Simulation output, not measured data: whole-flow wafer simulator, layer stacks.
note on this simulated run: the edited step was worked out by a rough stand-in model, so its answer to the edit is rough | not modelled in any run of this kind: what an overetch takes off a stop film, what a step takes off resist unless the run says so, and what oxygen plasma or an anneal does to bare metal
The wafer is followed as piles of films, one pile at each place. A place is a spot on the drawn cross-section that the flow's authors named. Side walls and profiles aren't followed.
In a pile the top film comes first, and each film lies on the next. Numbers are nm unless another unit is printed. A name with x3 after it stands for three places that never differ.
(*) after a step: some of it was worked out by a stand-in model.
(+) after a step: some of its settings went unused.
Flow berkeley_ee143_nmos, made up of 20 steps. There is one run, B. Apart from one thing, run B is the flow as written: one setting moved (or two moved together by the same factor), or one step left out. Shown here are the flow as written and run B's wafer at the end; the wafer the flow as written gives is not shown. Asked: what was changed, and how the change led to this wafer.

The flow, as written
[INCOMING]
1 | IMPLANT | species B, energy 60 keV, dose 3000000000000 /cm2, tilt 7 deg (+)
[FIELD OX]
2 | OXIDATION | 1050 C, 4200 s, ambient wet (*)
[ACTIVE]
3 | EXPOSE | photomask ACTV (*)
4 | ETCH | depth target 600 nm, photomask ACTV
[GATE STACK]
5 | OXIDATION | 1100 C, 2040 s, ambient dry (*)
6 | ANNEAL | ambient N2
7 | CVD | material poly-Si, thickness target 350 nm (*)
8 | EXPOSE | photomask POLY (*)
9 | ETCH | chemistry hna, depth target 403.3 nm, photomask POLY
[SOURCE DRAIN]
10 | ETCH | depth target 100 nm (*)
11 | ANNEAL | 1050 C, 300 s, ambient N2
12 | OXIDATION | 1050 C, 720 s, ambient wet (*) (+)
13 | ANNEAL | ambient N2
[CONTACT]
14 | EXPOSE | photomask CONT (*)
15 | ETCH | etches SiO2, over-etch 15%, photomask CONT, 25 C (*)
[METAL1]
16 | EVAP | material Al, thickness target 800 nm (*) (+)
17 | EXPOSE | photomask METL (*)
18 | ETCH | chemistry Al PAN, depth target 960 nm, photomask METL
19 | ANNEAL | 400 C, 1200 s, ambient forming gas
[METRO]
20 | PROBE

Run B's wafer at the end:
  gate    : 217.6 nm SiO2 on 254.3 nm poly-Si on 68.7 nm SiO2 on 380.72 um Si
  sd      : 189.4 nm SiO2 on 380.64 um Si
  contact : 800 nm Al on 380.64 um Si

What caused this: step 5, OXIDATION: 1080 C was run, though the flow has 1100 C.

The path from the change to this, step by step:
  5 | OXIDATION | 1100 C, 2040 s, ambient dry (*)
      gate, sd, contact: SiO2 gains 68.7 (new film), Si loses 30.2 (in the flow as written it would be: SiO2 gains 79.7 (new film), Si loses 35.1)
      field: SiO2 gains 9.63, Si loses 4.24 (in the flow as written it would be: SiO2 gains 11.6, Si loses 5.1)
  10 | ETCH | depth target 100 nm (*)
      sd, contact: SiO2 loses 68.7 (all of it) (in the flow as written it would be: SiO2 loses 79.7 (all of it))
